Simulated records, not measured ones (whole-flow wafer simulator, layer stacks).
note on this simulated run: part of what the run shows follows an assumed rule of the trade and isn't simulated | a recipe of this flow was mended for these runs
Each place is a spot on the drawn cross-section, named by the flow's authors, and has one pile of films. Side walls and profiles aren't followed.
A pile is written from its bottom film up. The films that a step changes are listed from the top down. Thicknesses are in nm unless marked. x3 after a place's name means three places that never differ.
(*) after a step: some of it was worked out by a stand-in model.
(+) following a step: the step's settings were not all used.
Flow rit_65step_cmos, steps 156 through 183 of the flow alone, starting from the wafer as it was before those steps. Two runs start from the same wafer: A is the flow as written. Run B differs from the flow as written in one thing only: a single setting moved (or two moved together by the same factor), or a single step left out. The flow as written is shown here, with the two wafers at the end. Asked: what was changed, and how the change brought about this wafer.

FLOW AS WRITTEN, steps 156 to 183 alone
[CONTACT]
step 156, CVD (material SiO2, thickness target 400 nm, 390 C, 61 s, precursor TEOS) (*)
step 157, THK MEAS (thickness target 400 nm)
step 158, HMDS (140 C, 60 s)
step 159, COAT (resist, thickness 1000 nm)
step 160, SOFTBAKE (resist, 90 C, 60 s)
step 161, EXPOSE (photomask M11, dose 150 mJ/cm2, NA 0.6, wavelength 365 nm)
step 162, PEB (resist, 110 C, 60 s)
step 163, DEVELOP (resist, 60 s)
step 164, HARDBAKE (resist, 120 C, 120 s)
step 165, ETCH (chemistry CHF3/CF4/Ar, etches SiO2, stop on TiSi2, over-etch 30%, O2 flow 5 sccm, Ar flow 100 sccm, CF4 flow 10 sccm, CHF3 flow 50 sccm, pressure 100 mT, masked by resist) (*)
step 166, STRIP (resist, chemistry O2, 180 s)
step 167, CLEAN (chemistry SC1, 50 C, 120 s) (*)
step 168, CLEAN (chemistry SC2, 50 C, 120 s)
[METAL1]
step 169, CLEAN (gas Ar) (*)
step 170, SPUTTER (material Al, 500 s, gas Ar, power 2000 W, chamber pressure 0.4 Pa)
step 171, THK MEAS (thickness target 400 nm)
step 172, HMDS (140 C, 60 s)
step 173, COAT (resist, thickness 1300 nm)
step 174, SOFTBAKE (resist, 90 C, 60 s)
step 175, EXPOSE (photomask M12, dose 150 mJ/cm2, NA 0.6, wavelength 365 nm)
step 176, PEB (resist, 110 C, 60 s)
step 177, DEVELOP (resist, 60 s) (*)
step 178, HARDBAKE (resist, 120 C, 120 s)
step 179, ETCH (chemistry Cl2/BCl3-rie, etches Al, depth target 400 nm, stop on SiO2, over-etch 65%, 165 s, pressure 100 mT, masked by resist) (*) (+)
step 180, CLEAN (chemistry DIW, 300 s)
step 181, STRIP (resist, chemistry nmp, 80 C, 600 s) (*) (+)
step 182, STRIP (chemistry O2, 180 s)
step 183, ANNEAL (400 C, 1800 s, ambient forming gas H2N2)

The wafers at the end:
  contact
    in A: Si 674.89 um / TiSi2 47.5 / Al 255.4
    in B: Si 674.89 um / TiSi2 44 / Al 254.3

What caused this: step 165, ETCH: over-etch 47.6% was run, while the flow as written has over-etch 30%.

How this came from the change, step by step:
  step 165, ETCH (chemistry CHF3/CF4/Ar, etches SiO2, stop on TiSi2, over-etch 30%, O2 flow 5 sccm, Ar flow 100 sccm, CF4 flow 10 sccm, CHF3 flow 50 sccm, pressure 100 mT, masked by resist) (*)
      field, field_pw, field_nw and 10 more: A -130 resist | B -147.6 resist
      contact: A -400 SiO2 (all of it), -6 TiSi2 | B -400 SiO2 (all of it), -9.52 TiSi2
  step 166, STRIP (resist, chemistry O2, 180 s)
      active_n, active_p: A -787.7 resist (all of it) | B -770.1 resist (all of it)
      field: A -847 resist (all of it) | B -829.4 resist (all of it)
      (and at 10 other places as well)
